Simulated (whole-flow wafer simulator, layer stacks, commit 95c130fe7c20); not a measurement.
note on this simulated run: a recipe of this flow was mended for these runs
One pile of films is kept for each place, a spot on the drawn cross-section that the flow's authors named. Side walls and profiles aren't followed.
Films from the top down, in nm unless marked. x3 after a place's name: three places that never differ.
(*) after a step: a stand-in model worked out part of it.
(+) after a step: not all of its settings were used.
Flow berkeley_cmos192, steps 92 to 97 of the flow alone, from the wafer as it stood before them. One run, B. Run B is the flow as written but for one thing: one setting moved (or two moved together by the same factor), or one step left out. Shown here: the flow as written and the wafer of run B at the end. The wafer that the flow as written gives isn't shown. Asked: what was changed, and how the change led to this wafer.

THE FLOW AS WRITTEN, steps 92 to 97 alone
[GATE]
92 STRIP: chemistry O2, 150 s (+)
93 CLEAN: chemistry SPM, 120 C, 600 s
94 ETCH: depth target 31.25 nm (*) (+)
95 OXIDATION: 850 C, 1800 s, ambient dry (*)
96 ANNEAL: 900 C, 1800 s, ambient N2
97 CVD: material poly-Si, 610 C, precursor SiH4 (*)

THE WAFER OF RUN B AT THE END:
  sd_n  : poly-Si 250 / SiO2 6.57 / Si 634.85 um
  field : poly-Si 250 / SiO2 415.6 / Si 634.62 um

The cause: step 95, OXIDATION: 1440 s was run, where the flow has 1800 s.

How the change led to this, step by step:
  95 OXIDATION: 850 C, 1800 s, ambient dry (*)
      sd_n, spacer_n, gate, sd_p, spacer_p x2, contact, m1: SiO2 +6.57 (new film), Si -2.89 (as written it would be: SiO2 +7.48 (new film), Si -3.29)
